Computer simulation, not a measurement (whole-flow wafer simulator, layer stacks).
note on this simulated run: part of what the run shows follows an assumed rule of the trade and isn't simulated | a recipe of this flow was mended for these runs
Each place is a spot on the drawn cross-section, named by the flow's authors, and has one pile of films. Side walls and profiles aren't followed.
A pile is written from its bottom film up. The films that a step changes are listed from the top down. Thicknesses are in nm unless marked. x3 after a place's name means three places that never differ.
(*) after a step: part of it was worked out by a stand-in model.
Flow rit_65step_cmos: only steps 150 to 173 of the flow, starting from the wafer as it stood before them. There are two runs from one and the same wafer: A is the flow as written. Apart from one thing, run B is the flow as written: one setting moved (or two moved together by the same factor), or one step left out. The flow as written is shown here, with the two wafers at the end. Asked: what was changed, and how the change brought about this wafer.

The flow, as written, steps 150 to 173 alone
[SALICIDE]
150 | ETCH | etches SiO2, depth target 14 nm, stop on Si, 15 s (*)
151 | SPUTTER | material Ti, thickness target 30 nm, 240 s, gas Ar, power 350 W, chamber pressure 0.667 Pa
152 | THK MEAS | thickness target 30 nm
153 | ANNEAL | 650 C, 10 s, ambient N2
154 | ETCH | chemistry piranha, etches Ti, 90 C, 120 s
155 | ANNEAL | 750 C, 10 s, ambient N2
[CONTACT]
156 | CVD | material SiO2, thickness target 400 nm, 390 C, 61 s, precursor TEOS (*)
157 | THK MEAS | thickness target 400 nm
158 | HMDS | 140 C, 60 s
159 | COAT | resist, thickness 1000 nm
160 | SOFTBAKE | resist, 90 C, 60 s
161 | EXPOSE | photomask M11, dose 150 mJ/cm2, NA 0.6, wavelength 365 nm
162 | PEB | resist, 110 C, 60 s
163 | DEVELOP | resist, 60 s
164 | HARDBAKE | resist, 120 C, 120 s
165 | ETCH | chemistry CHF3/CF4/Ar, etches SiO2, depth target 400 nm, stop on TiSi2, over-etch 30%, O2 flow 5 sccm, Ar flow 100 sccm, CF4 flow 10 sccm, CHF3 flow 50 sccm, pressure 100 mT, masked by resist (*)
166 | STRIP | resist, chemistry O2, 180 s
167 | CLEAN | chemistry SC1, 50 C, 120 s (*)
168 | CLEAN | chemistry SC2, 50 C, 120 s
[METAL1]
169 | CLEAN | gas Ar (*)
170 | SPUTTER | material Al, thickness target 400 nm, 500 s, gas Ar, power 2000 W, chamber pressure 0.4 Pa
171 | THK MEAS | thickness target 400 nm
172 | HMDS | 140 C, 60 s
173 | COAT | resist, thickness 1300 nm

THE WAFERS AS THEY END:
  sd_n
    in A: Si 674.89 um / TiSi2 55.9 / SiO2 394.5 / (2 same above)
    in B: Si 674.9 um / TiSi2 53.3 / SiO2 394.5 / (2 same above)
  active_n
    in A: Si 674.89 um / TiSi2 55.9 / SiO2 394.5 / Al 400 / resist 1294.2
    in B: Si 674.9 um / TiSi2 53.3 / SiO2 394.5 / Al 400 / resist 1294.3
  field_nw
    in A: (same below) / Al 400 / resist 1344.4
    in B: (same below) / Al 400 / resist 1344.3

Cause: step 153, ANNEAL: 6 s was run, whereas the flow has 10 s.

The path from the change to this, step by step:
  153 | ANNEAL | 650 C, 10 s, ambient N2
      active_n, active_p, sd_n, sd_p, contact, m1: A -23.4 Ti, +15 TiSi first (new film), +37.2 TiSi2 C49 (new film), -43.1 Si | B -22.3 Ti, +23.4 TiSi first (new film), +21.9 TiSi2 C49 (new film), -35.1 Si
      gate_n, gate_p: A -23.4 Ti, +15 TiSi first (new film), +37.2 TiSi2 C49 (new film), -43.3 poly-Si | B -22.3 Ti, +23.4 TiSi first (new film), +21.9 TiSi2 C49 (new film), -35.2 poly-Si
  154 | ETCH | chemistry piranha, etches Ti, 90 C, 120 s
      active_n, active_p, gate_n, gate_p, sd_n, sd_p, contact, m1: A -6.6 Ti (all of it), -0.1 TiSi first | B -7.71 Ti (all of it), -0.1 TiSi first
  155 | ANNEAL | 750 C, 10 s, ambient N2
      active_n, active_p, sd_n, sd_p, contact, m1: A +55.9 TiSi2 (new film), -14.9 TiSi first (all of it), -37.2 TiSi2 C49 (all of it), -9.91 Si | B +53.3 TiSi2 (new film), -23.3 TiSi first (all of it), -21.9 TiSi2 C49 (all of it), -15.5 Si
      gate_n, gate_p: A +55.9 TiSi2 (new film), -14.9 TiSi first (all of it), -37.2 TiSi2 C49 (all of it), -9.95 poly-Si | B +53.3 TiSi2 (new film), -23.3 TiSi first (all of it), -21.9 TiSi2 C49 (all of it), -15.5 poly-Si
